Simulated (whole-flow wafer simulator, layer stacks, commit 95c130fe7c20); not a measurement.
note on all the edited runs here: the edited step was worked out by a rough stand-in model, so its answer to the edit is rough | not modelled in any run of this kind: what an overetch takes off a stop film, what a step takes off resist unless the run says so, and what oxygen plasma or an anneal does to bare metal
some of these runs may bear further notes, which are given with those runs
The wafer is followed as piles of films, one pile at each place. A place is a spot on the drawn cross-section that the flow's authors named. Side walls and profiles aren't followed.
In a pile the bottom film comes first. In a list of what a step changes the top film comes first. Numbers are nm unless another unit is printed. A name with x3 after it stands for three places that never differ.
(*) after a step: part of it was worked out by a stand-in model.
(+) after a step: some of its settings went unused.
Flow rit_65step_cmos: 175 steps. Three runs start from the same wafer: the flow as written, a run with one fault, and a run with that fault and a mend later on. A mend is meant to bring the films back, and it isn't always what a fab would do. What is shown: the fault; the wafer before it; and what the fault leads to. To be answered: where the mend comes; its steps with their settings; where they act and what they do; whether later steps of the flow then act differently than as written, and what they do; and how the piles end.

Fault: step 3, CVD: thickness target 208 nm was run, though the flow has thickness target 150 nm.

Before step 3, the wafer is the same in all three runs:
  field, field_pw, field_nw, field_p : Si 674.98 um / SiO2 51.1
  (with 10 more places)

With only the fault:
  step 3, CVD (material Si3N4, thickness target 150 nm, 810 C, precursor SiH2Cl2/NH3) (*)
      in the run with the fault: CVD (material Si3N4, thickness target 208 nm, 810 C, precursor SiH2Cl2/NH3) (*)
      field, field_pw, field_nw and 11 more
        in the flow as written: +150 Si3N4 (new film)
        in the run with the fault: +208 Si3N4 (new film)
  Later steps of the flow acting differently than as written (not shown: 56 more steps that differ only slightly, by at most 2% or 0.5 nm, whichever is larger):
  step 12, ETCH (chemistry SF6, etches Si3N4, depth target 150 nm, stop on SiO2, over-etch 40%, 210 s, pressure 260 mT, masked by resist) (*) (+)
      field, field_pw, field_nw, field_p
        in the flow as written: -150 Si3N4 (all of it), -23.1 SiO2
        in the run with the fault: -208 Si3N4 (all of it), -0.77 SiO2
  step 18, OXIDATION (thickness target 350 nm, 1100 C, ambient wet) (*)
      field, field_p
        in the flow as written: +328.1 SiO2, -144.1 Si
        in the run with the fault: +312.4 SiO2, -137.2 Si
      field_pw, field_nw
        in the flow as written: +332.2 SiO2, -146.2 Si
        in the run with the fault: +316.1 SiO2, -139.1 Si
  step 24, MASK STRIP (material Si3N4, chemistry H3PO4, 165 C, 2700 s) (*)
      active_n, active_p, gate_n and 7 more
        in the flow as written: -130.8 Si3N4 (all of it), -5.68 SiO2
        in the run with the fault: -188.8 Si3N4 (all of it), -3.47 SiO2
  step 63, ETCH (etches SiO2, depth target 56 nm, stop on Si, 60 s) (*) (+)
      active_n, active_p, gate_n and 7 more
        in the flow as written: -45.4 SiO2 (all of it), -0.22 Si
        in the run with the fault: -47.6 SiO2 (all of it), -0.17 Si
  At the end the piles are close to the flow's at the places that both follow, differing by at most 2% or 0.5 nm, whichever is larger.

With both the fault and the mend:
  The mend stands after step 4.
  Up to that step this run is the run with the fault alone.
  step 4a, ETCH (chemistry h3po4, depth target 239.2 nm)
      field, field_pw, field_nw and 11 more
        -208 Si3N4 (all of it)
  step 4b, CLEAN (chemistry SC2, 75 C, 600 s)
      alters no film at any place that is followed
  step 4c, CVD (material Si3N4, thickness target 150 nm, 810 C, precursor SiH2Cl2/NH3) (*) (a further turn of the flow's step 3)
      field, field_pw, field_nw and 11 more
        +150 Si3N4 (new film)
  Every later step of the flow that is run acts as written at every place that is followed.
  The piles end the same as the flow's at every place that both follow.
